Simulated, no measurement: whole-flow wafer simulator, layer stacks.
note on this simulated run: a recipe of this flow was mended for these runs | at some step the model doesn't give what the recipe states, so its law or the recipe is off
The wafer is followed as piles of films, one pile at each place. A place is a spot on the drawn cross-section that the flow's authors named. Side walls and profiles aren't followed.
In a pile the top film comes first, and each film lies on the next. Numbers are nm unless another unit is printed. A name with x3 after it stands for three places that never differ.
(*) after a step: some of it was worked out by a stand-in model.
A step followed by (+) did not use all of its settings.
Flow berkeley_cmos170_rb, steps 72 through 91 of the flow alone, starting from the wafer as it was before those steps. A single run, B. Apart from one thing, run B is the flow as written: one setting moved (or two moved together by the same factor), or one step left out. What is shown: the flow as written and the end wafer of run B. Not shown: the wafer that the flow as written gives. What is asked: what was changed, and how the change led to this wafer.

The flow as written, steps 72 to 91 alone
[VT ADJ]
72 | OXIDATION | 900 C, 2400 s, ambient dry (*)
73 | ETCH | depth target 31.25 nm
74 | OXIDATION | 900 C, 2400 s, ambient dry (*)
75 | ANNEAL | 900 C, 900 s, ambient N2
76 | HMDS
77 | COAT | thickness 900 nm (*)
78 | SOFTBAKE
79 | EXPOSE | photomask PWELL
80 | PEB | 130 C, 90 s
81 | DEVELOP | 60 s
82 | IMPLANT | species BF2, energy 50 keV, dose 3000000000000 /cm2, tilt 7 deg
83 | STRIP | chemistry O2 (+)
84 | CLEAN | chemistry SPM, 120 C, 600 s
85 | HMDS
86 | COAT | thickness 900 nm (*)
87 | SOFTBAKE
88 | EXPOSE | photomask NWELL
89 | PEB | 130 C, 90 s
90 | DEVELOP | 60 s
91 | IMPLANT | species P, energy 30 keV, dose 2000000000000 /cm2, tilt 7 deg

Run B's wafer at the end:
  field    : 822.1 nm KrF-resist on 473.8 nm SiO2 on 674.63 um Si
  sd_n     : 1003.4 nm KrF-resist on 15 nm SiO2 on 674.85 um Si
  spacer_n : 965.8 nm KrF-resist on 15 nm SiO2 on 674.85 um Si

Cause: step 73, ETCH: depth target 20 nm was run, though the flow has depth target 31.25 nm.

The path from the change to this, step by step:
  73 | ETCH | depth target 31.25 nm
      field: -20 SiO2 (in the flow as written it would be: -31.2 SiO2)
